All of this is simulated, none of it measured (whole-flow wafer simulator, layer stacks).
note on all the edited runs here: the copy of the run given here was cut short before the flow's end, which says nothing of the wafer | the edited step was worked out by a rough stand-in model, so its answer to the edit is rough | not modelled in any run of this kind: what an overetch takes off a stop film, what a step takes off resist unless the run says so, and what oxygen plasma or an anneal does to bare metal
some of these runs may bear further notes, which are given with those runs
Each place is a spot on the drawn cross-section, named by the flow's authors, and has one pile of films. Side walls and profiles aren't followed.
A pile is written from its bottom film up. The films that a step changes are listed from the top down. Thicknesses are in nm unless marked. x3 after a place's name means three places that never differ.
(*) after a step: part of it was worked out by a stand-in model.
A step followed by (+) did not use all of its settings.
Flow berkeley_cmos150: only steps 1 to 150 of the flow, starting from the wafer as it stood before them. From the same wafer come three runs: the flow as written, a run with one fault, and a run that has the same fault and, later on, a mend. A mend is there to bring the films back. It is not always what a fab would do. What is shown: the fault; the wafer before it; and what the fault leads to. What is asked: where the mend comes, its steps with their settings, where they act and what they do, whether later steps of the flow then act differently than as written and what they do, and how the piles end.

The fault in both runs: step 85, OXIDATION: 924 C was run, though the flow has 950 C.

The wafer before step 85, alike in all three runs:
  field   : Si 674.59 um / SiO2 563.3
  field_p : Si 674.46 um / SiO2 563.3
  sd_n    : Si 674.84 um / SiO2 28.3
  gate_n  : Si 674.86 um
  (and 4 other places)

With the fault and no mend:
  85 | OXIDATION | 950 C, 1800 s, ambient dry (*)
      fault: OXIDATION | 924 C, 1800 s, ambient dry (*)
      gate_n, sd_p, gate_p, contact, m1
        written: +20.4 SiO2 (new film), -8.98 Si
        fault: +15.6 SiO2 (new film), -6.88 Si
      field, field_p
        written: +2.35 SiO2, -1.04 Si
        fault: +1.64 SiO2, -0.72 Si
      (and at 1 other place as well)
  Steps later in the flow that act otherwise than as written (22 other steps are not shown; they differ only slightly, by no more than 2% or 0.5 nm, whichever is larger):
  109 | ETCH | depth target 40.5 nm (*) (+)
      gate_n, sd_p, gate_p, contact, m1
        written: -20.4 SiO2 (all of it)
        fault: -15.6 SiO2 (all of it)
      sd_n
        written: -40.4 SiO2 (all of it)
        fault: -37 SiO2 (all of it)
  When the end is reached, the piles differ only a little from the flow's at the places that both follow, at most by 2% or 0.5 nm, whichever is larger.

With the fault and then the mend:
  The mend stands after step 87.
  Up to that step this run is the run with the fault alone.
  87a | OXIDATION | 950 C, 544 s, ambient dry (*) (a further turn of the flow's step 85, with different settings)
      gate_n, sd_p, gate_p, contact, m1
        +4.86 SiO2, -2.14 Si
      field, field_p
        +0.71 SiO2, -0.31 Si
      sd_n
        +3.4 SiO2, -1.5 Si
  Every later step of the flow that is run acts as written, at every place that is followed, to within 2% or 0.5 nm, whichever is larger.
  When the end is reached, the piles differ only a little from the flow's at the places that both follow, at most by 2% or 0.5 nm, whichever is larger.
